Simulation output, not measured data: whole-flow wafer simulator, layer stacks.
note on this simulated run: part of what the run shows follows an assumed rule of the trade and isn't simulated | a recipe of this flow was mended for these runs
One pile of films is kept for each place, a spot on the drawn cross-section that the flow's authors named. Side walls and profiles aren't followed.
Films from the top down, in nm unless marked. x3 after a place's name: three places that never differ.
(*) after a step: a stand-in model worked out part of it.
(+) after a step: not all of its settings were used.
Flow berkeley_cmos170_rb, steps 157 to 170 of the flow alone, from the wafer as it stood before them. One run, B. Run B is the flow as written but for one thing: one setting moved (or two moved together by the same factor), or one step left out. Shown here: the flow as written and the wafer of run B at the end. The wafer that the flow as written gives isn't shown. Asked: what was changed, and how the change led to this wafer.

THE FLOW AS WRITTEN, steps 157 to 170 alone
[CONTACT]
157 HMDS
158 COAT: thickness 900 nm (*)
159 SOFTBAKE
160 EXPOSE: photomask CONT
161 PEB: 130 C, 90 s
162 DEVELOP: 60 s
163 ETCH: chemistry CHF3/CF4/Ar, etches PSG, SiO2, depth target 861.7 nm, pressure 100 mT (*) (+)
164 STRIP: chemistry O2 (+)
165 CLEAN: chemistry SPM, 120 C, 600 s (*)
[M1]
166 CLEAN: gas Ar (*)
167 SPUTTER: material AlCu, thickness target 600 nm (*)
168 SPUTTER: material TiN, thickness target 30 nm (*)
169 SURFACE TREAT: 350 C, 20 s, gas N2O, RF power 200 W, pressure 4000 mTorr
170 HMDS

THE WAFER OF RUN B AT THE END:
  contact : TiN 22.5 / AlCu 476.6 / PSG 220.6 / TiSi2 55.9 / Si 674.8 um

The cause: step 163, ETCH: depth target 473.9 nm was run, where the flow has depth target 861.7 nm.

How the change led to this, step by step:
  163 ETCH: chemistry CHF3/CF4/Ar, etches PSG, SiO2, depth target 861.7 nm, pressure 100 mT (*) (+)
      contact: PSG -473.9 (as written it would be: PSG -700 (all of it), TiSi2 -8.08)
      field, sd_n, spacer_n, gate, sd_p, spacer_p, gate_p, m1: KrF-resist -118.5 (as written it would be: KrF-resist -215.4)
  164 STRIP: chemistry O2 (+)
      field: KrF-resist -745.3 (all of it) (as written it would be: KrF-resist -648.4 (all of it))
      sd_n: KrF-resist -869.4 (all of it) (as written it would be: KrF-resist -772.5 (all of it))
      (and at 6 more places)
  166 CLEAN: gas Ar (*)
      contact: PSG -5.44 (as written it would be: TiSi2 -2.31)
  167 SPUTTER: material AlCu, thickness target 600 nm (*)
      contact: AlCu +476.6 (new film) (as written it would be: AlCu +415.5 (new film))
  168 SPUTTER: material TiN, thickness target 30 nm (*)
      contact: TiN +22.5 (new film) (as written it would be: TiN +16.3 (new film))
